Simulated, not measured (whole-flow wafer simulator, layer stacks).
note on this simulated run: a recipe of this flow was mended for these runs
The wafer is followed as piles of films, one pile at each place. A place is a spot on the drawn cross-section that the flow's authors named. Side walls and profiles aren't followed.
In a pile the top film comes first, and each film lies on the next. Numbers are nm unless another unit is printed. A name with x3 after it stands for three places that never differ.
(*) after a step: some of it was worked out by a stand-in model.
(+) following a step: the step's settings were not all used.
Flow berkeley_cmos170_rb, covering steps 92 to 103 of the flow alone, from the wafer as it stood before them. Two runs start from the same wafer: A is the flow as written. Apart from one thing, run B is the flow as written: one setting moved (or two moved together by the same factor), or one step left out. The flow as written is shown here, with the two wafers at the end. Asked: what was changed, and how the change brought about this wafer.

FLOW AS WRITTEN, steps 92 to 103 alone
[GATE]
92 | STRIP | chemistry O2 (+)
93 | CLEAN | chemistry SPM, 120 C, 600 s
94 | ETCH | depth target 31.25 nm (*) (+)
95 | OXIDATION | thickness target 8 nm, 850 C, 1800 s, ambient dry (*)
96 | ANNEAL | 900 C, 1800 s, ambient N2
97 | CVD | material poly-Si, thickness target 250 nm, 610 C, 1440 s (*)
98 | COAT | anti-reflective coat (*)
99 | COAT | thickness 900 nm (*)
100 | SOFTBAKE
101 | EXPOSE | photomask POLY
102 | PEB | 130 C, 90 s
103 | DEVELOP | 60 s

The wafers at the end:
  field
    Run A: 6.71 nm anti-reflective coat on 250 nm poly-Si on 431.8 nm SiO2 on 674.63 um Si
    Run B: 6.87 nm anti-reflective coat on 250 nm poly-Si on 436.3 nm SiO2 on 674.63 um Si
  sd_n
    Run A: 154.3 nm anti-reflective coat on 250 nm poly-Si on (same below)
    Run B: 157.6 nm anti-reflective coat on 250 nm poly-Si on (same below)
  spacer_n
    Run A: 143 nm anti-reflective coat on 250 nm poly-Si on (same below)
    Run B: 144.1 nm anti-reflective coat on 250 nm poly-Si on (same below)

What caused this: step 94, ETCH: depth target 26.75 nm was run, while the flow as written has depth target 31.25 nm.

Step by step, how the change led to this:
  94 | ETCH | depth target 31.25 nm (*) (+)
      field: A SiO2 loses 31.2 | B SiO2 loses 26.8
  98 | COAT | anti-reflective coat (*)
      sd_n: A anti-reflective coat gains 154.3 (new film) | B anti-reflective coat gains 157.6 (new film)
